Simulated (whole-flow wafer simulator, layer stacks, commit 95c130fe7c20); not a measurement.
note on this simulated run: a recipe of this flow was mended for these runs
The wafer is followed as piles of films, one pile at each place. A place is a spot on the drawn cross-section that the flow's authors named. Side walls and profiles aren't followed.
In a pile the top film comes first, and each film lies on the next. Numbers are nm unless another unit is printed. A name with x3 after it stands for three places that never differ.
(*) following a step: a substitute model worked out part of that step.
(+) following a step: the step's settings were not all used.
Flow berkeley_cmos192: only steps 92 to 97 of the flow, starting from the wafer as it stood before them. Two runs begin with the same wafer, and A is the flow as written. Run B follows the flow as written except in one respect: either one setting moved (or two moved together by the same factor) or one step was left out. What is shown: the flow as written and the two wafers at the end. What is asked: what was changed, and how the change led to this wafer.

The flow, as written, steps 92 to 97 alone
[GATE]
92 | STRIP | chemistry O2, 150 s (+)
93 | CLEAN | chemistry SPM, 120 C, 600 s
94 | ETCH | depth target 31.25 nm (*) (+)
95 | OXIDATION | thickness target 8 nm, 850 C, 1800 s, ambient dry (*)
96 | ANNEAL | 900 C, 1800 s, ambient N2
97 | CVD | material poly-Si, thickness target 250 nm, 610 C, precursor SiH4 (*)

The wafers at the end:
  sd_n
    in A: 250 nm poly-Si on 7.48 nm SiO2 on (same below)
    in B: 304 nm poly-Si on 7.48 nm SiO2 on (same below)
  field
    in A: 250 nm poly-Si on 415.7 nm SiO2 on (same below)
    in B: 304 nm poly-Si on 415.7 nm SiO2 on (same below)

The reason: step 97, CVD: thickness target 304 nm was run, though the flow has thickness target 250 nm.
The wafer itself shows it: sd_n has poly-Si 304, and step 97 as written asks for 250 nm.

Step by step, how the change led to this:
  97 | CVD | material poly-Si, thickness target 250 nm, 610 C, precursor SiH4 (*)
      field, sd_n, spacer_n, gate, sd_p, spacer_p x2, contact, m1: A +250 poly-Si (new film) | B +304 poly-Si (new film)
